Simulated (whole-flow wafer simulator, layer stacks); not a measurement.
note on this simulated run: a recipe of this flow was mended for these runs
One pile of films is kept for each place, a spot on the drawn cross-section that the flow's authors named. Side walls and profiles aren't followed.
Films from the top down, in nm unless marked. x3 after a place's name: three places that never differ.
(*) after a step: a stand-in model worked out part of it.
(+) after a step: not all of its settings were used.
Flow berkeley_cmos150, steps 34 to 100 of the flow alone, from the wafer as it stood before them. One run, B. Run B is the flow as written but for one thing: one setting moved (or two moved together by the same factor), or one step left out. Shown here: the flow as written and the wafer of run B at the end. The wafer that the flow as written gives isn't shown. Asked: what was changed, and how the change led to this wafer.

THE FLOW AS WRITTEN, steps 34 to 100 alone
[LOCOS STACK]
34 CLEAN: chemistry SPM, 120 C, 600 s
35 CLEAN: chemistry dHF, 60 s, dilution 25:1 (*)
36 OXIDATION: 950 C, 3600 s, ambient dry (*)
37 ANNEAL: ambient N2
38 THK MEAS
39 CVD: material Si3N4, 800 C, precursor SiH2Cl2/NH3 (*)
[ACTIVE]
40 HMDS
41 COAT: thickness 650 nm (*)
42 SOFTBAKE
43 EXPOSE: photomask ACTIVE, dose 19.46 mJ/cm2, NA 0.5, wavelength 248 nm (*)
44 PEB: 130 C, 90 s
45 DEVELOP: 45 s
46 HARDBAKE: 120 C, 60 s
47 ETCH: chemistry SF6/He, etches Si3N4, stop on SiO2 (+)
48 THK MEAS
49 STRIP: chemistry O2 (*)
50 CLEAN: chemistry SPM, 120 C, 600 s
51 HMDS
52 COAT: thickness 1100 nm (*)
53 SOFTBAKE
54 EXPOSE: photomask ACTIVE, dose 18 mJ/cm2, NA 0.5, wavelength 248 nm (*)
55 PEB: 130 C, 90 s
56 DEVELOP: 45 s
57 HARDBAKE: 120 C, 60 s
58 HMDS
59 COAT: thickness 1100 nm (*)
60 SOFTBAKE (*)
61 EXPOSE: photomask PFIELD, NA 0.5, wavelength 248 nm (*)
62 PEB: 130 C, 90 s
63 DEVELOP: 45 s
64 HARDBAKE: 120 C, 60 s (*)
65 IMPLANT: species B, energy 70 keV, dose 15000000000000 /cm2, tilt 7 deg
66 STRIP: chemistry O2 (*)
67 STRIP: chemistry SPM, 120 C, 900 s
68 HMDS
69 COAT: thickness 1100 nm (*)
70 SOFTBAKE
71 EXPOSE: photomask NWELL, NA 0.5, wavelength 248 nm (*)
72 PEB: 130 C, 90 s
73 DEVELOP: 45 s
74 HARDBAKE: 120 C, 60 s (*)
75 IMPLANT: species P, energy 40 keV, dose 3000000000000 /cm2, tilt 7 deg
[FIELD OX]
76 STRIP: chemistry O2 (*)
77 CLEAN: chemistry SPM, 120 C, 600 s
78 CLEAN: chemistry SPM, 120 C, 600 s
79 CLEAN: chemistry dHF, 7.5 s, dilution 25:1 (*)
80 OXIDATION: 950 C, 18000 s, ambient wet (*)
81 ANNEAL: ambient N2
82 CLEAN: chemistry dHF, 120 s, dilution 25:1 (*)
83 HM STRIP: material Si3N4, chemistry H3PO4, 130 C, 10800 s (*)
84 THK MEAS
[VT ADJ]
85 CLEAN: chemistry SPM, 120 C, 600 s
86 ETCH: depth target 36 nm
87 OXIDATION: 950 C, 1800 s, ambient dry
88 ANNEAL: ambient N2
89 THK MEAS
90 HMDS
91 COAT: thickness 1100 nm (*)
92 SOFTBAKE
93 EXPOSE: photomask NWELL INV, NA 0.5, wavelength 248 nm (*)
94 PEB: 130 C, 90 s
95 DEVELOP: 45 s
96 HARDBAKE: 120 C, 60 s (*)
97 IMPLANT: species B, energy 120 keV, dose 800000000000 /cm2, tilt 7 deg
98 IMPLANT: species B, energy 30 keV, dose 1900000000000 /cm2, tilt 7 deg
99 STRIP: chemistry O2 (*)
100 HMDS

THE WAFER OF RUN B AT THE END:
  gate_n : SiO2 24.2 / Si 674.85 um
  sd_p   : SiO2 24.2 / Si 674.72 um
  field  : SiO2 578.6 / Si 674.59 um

The cause: step 86, ETCH: depth target 23 nm was run, where the flow has depth target 36 nm.

How the change led to this, step by step:
  86 ETCH: depth target 36 nm
      gate_n, sd_p, gate_p, contact, m1: SiO2 -23 (as written it would be: SiO2 -29.6 (all of it))
      field, field_p, sd_n: SiO2 -23 (as written it would be: SiO2 -36)
  87 OXIDATION: 950 C, 1800 s, ambient dry
      gate_n, sd_p, gate_p, contact, m1: SiO2 +17.6, Si -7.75 (as written it would be: SiO2 +20.4 (new film), Si -8.98)
      sd_n: SiO2 +9.13, Si -4.02 (as written it would be: SiO2 +12.1, Si -5.32)
